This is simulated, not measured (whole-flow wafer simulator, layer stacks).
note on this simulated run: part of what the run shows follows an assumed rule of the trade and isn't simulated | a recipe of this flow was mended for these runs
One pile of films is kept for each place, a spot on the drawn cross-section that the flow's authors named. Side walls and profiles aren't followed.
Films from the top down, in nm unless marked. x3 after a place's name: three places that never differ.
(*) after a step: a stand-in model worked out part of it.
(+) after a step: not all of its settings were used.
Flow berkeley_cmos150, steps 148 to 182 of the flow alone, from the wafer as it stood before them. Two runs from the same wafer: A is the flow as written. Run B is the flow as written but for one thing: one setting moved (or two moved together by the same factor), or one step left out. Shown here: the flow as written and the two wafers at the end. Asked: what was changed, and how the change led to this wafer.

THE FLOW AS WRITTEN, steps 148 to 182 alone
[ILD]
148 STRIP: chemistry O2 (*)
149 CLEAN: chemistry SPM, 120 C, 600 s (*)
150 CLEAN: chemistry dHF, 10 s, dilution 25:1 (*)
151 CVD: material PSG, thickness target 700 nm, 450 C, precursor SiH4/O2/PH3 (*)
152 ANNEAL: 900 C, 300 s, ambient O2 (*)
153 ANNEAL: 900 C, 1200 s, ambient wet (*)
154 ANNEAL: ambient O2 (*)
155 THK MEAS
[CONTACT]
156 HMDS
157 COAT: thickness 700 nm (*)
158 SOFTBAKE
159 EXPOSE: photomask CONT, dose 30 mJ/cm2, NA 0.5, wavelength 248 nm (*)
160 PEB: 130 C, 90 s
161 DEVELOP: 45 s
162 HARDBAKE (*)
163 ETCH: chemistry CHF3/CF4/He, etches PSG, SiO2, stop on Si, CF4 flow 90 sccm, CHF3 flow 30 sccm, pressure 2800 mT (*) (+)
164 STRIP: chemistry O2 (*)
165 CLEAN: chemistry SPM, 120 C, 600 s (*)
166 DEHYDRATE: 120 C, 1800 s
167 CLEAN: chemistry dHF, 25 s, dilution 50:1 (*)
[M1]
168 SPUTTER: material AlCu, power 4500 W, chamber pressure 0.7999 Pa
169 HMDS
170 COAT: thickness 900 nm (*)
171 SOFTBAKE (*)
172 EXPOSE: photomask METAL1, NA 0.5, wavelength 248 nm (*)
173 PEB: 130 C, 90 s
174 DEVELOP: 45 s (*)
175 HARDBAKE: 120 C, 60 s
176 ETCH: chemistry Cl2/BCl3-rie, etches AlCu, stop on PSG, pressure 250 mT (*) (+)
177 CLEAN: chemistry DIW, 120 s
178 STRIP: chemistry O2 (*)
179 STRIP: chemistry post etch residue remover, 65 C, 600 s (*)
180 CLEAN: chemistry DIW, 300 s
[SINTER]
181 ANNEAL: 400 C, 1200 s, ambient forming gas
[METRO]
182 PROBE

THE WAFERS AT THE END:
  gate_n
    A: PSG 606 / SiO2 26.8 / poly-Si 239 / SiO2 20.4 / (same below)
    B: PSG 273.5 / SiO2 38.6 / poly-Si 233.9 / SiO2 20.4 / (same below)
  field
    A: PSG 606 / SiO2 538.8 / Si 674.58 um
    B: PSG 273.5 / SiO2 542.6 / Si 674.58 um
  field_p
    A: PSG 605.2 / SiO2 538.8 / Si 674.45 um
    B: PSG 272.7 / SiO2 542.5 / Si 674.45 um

The cause: step 151, CVD: thickness target 350 nm was run, where the flow has thickness target 700 nm.

How the change led to this, step by step:
  151 CVD: material PSG, thickness target 700 nm, 450 C, precursor SiH4/O2/PH3 (*)
      field, field_p, sd_n, gate_n, gate_p, contact, m1: A PSG +700 (new film) | B PSG +350 (new film)
      sd_p: A PSG +639.5 (new film) | B PSG +324.8 (new film)
  153 ANNEAL: 900 C, 1200 s, ambient wet (*)
      sd_n, contact, m1: A PSG -35, SiO2 +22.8, Si -10 | B PSG -17.5, SiO2 +30.8, Si -13.5
      field, field_p: A PSG -35, SiO2 +16.3, Si -7.15 | B PSG -17.5, SiO2 +20, Si -8.8
      (and at 3 more places)
  157 COAT: thickness 700 nm (*)
      gate_n: A KrF-resist +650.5 (new film) | B KrF-resist +634.2 (new film)
      sd_p: A KrF-resist +1000.3 (new film) | B KrF-resist +943.8 (new film)
      (and at 1 more place)
  163 ETCH: chemistry CHF3/CF4/He, etches PSG, SiO2, stop on Si, CF4 flow 90 sccm, CHF3 flow 30 sccm, pressure 2800 mT (*) (+)
      field, field_p, sd_n, gate_n, sd_p, gate_p, m1: A KrF-resist -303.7 | B KrF-resist -187.8
      contact: A PSG -665 (all of it), SiO2 -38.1 (all of it), Si -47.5 | B PSG -332.5 (all of it), SiO2 -46.1 (all of it), Si -47.5
  164 STRIP: chemistry O2 (*)
      field: A KrF-resist -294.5 (all of it) | B KrF-resist -403.7 (all of it)
      field_p: A KrF-resist -397.1 (all of it) | B KrF-resist -503.3 (all of it)
      (and at 5 more places)
  168 SPUTTER: material AlCu, power 4500 W, chamber pressure 0.7999 Pa
      sd_p: A AlCu +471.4 (new film) | B AlCu +491.2 (new film)
      contact: A AlCu +443.6 (new film) | B AlCu +530.9 (new film)
  170 COAT: thickness 900 nm (*)
      field: A thick-KrF-resist +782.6 (new film) | B thick-KrF-resist +801.8 (new film)
      sd_n: A thick-KrF-resist +1135.4 (new film) | B thick-KrF-resist +996.2 (new film)
      (and at 3 more places)
  173 PEB: 130 C, 90 s
      contact: A thick-KrF-resist -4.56 | B thick-KrF-resist -3.58
  174 DEVELOP: 45 s (*)
      field: A thick-KrF-resist -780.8 (all of it), AlCu -10 | B thick-KrF-resist -800 (all of it), AlCu -10
      sd_n: A thick-KrF-resist -1132.6 (all of it), AlCu -10 | B thick-KrF-resist -993.8 (all of it), AlCu -10
      (and at 1 more place)
  175 HARDBAKE: 120 C, 60 s
      contact: A thick-KrF-resist -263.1 | B thick-KrF-resist -214.6
      m1: A thick-KrF-resist -148.2 | B thick-KrF-resist -153.1
  176 ETCH: chemistry Cl2/BCl3-rie, etches AlCu, stop on PSG, pressure 250 mT (*) (+)
      sd_p: A AlCu -461.4 (all of it), PSG -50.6 | B AlCu -481.2 (all of it), PSG -48.1
  178 STRIP: chemistry O2 (*)
      contact: A thick-KrF-resist -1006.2 (all of it) | B thick-KrF-resist -738.8 (all of it)
      m1: A thick-KrF-resist -373.8 (all of it) | B thick-KrF-resist -400.9 (all of it)
